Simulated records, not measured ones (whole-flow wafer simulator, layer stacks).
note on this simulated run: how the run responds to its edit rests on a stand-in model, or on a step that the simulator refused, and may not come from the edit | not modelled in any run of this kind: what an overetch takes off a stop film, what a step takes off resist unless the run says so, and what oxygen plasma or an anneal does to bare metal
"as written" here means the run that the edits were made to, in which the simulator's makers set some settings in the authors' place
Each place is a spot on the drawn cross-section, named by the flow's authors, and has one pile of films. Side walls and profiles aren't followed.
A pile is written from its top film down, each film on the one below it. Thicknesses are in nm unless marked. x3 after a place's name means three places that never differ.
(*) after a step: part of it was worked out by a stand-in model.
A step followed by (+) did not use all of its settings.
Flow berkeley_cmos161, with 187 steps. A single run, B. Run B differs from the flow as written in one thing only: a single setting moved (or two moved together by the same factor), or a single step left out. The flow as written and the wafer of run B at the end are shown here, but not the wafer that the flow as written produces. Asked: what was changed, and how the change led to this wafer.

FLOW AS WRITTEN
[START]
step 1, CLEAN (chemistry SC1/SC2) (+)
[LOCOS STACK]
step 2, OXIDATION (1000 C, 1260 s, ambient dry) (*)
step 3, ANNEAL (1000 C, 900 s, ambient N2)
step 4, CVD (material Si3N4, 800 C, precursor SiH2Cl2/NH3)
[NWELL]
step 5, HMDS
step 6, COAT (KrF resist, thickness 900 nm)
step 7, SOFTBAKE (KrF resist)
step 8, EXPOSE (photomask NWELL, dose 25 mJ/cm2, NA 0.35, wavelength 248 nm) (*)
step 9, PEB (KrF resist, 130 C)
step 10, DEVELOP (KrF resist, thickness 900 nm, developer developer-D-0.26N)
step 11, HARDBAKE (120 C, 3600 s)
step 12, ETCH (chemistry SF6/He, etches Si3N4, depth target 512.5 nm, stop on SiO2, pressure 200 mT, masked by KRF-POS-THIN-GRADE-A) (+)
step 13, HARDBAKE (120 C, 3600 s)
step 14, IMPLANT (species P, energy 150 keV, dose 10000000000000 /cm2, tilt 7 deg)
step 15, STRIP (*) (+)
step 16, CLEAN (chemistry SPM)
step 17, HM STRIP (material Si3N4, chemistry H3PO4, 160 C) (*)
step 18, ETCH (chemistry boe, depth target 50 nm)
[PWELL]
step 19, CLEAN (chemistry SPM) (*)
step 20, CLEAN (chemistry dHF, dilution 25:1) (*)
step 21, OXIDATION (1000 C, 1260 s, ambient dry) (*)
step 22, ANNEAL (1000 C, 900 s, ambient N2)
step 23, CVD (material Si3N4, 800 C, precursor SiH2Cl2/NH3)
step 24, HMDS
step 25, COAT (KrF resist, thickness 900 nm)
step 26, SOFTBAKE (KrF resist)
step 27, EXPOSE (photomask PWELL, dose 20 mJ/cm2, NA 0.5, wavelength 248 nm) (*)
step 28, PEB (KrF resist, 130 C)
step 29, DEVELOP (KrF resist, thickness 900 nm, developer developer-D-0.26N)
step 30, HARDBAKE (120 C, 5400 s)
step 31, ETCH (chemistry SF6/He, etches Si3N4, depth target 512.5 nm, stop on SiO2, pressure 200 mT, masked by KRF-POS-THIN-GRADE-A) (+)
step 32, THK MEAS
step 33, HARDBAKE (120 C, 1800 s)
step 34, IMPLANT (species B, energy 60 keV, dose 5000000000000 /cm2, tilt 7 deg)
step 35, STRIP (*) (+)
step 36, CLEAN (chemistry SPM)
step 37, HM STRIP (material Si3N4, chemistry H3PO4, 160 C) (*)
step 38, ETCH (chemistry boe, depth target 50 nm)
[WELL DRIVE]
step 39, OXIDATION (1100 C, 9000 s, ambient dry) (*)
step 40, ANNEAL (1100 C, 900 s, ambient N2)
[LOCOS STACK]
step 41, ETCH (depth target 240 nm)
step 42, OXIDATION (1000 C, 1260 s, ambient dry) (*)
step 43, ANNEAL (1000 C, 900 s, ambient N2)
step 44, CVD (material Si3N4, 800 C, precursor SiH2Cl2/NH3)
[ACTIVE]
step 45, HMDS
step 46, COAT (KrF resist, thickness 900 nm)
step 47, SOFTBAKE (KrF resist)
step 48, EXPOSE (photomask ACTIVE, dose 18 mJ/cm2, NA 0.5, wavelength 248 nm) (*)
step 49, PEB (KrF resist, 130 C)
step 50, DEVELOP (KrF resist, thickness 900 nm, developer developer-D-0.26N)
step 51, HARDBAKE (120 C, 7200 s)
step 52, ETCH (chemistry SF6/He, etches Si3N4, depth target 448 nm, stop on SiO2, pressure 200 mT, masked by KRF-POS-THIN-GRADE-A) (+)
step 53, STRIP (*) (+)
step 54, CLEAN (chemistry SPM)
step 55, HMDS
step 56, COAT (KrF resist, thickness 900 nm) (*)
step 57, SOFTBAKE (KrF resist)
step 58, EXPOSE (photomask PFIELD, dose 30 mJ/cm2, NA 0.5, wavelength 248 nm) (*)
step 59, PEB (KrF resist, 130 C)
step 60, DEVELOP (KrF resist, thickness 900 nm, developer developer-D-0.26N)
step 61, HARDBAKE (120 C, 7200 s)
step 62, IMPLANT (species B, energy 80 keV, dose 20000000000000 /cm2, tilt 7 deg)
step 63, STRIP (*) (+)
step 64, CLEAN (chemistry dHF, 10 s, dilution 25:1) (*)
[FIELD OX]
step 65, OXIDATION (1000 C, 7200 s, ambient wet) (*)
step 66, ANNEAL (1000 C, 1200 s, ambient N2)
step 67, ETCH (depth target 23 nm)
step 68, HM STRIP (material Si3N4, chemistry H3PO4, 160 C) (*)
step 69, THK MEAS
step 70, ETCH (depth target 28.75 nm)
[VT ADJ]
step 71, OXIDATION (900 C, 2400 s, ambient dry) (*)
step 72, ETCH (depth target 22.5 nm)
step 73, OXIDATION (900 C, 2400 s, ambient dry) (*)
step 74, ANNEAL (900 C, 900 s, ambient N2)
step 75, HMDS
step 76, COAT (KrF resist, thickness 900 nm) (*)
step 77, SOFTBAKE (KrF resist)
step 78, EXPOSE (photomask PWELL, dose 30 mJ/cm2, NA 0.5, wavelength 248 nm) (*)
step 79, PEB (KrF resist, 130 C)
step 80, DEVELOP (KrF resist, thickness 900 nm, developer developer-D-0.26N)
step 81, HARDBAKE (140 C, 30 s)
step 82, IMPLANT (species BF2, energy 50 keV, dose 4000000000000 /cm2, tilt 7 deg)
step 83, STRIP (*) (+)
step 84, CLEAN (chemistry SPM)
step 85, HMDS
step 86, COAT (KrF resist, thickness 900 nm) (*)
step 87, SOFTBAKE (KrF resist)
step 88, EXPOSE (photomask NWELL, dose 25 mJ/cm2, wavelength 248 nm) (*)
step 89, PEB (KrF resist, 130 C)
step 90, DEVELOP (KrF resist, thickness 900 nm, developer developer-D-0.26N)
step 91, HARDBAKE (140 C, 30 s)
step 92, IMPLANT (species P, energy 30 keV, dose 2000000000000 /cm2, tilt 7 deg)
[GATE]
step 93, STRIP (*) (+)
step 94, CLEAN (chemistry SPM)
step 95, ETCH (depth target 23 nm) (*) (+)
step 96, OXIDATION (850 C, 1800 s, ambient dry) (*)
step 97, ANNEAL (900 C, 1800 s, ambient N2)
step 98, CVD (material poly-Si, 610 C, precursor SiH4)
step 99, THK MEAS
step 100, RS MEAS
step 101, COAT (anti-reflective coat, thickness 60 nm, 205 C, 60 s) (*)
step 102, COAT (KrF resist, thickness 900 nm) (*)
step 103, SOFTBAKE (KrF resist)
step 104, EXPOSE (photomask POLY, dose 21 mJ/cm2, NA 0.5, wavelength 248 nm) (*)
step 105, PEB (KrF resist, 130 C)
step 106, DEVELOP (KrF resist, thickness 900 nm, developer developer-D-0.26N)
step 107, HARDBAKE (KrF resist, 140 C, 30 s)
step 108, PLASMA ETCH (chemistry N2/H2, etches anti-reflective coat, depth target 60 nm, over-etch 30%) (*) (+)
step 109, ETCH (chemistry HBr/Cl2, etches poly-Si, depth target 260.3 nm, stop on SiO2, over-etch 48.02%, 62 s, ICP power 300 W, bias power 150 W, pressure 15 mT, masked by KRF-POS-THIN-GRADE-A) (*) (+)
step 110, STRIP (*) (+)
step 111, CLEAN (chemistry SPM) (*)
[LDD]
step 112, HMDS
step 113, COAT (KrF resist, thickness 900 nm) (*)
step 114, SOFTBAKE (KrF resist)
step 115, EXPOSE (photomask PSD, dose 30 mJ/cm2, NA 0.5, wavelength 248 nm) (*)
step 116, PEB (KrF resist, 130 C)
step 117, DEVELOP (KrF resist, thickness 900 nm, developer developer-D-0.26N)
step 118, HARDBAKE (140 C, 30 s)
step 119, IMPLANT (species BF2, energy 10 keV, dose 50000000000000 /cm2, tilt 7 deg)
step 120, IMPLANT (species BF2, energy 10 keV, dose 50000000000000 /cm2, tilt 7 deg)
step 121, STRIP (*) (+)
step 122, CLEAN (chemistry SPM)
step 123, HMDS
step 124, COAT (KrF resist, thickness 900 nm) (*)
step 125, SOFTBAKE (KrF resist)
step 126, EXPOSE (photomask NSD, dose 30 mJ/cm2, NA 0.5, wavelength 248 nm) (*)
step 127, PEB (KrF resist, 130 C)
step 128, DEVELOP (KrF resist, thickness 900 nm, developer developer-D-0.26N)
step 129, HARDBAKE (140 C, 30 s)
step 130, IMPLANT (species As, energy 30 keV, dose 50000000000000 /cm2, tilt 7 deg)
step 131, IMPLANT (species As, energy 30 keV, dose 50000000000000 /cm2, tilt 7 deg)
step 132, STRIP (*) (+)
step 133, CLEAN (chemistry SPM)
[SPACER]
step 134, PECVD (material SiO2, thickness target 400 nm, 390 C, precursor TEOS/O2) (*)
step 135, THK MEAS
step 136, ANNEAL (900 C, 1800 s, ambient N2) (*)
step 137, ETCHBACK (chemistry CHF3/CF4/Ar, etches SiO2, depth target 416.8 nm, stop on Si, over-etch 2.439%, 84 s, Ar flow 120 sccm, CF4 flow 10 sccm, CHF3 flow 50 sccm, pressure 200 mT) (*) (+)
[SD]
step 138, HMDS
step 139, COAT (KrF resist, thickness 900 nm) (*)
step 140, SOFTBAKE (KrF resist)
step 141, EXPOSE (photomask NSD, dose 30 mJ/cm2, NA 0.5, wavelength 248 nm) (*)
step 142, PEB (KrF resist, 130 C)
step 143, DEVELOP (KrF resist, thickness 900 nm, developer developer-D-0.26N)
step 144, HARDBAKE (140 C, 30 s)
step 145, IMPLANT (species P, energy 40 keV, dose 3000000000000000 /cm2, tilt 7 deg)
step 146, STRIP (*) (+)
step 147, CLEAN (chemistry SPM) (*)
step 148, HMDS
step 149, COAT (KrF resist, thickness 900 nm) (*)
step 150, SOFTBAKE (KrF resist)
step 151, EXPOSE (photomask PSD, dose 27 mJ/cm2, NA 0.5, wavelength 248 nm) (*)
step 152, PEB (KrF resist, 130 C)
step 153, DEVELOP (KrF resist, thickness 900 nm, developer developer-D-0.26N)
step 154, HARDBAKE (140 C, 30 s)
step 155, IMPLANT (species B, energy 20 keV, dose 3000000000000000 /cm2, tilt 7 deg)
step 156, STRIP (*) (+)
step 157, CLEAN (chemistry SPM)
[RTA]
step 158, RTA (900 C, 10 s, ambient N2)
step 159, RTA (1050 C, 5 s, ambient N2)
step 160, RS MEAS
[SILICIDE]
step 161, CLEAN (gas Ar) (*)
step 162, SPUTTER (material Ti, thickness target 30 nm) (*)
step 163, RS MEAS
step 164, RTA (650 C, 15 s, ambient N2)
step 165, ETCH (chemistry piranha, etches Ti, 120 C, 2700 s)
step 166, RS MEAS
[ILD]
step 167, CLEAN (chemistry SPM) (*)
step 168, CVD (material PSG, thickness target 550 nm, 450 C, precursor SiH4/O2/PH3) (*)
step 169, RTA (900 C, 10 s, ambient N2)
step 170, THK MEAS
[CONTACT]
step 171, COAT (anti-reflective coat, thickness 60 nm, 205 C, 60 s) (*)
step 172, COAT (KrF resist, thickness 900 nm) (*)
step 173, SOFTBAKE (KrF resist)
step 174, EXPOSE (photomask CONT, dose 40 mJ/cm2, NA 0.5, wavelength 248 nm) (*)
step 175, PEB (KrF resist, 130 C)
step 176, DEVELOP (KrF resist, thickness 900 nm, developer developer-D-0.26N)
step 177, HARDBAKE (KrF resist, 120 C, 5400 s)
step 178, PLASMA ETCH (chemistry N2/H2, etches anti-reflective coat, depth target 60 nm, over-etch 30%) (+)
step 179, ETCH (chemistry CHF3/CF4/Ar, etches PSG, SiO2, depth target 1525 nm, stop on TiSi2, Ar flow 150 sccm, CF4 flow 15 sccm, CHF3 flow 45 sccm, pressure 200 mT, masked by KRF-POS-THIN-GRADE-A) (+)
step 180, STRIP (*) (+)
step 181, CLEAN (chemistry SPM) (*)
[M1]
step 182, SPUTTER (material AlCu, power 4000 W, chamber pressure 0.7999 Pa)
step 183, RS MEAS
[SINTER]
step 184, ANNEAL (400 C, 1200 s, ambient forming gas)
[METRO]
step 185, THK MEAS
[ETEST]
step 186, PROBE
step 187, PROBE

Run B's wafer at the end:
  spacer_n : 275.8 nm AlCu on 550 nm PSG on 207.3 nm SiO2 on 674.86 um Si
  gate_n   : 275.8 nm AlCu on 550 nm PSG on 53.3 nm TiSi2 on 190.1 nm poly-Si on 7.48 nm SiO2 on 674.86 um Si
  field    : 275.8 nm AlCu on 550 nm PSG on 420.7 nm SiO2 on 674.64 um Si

What caused this: step 70, ETCH: depth target 16.36 nm was run, though the flow has depth target 28.75 nm.

Step by step, how the change led to this:
  step 70, ETCH (depth target 28.75 nm)
      spacer_n, gate_n, spacer_p, gate_p, contact, m1: SiO2 loses 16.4 (in the flow as written it would be: SiO2 loses 24.8 (all of it))
      sd_n, sd_p: SiO2 loses 16.4 (in the flow as written it would be: SiO2 loses 25 (all of it))
      (as well as at 1 more place)
  step 71, OXIDATION (900 C, 2400 s, ambient dry) (*)
      spacer_n, gate_n, spacer_p, gate_p, contact, m1: SiO2 gains 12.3, Si loses 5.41 (in the flow as written it would be: SiO2 gains 14.9 (new film), Si loses 6.57)
      sd_n, sd_p: SiO2 gains 12.2, Si loses 5.38 (in the flow as written it would be: SiO2 gains 14.9 (new film), Si loses 6.57)
  step 72, ETCH (depth target 22.5 nm)
      spacer_n, gate_n, spacer_p, gate_p, contact, m1: SiO2 loses 20.7 (all of it) (in the flow as written it would be: SiO2 loses 14.9 (all of it))
      sd_n, sd_p: SiO2 loses 20.9 (all of it) (in the flow as written it would be: SiO2 loses 14.9 (all of it))
  step 101, COAT (anti-reflective coat, thickness 60 nm, 205 C, 60 s) (*)
      sd_n: anti-reflective coat gains 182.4 (new film) (in the flow as written it would be: anti-reflective coat gains 173.5 (new film))
      spacer_n: anti-reflective coat gains 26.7 (new film) (in the flow as written it would be: anti-reflective coat gains 28.7 (new film))
      (as well as at 4 more places)
  step 108, PLASMA ETCH (chemistry N2/H2, etches anti-reflective coat, depth target 60 nm, over-etch 30%) (*) (+)
      sd_n: anti-reflective coat loses 182.4 (all of it), poly-Si loses 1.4 (in the flow as written it would be: anti-reflective coat loses 173.5 (all of it), poly-Si loses 1.33)
      spacer_n: anti-reflective coat loses 26.7 (all of it), poly-Si loses 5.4 (in the flow as written it would be: anti-reflective coat loses 28.7 (all of it), poly-Si loses 5.05)
      (as well as at 2 more places)
  step 110, STRIP (*) (+)
      gate_n: chemical SiO2 gains 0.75 (new film), KrF resist loses 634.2 (all of it), anti-reflective coat loses 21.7 (all of it), poly-Si loses 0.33 (in the flow as written it would be: chemical SiO2 gains 0.75 (new film), KrF resist loses 626.8 (all of it), anti-reflective coat loses 23.7 (all of it), poly-Si loses 0.33)
      gate_p: chemical SiO2 gains 0.75 (new film), KrF resist loses 602.5 (all of it), anti-reflective coat loses 26.9 (all of it), poly-Si loses 0.33 (in the flow as written it would be: chemical SiO2 gains 0.75 (new film), KrF resist loses 598.2 (all of it), anti-reflective coat loses 27.9 (all of it), poly-Si loses 0.33)
  step 171, COAT (anti-reflective coat, thickness 60 nm, 205 C, 60 s) (*)
      sd_n: anti-reflective coat gains 159 (new film) (in the flow as written it would be: anti-reflective coat gains 149.7 (new film))
      m1: anti-reflective coat gains 100.3 (new film) (in the flow as written it would be: anti-reflective coat gains 97.8 (new film))
  step 180, STRIP (*) (+)
      sd_n: KrF resist loses 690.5 (all of it), anti-reflective coat loses 159 (all of it) (in the flow as written it would be: KrF resist loses 692.5 (all of it), anti-reflective coat loses 149.7 (all of it))
      m1: KrF resist loses 744.2 (all of it), anti-reflective coat loses 100.3 (all of it) (in the flow as written it would be: KrF resist loses 739.9 (all of it), anti-reflective coat loses 97.8 (all of it))
